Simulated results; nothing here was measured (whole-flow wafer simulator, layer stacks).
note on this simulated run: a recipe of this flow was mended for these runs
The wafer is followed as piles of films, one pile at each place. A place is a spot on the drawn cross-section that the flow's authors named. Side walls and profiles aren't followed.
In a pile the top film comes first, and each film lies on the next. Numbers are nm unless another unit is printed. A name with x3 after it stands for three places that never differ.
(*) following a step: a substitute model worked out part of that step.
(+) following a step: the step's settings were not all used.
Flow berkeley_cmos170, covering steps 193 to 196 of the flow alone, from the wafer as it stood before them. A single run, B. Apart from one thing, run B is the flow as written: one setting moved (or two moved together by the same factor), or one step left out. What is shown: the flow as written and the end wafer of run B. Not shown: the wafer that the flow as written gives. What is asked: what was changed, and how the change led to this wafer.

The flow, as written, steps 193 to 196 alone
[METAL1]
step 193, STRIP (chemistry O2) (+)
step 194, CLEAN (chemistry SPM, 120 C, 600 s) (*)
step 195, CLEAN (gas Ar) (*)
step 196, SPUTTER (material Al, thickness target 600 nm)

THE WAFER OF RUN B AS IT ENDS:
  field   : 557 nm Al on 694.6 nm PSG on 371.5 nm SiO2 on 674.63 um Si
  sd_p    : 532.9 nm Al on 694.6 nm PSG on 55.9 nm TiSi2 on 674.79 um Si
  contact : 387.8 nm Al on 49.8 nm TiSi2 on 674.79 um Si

Cause: step 196, SPUTTER: thickness target 557 nm was run, whereas the flow has thickness target 600 nm.
The wafer lets one read it off: field has Al 557, and step 196 as written asks for 600 nm.

Step by step, how the change led to this:
  step 196, SPUTTER (material Al, thickness target 600 nm)
      field, mark, sd_n and 8 more: +557 Al (new film) (as written it would have been: +600 Al (new film))
      sd_p: +532.9 Al (new film) (as written it would have been: +575.5 Al (new film))
      (and at 1 other place as well)
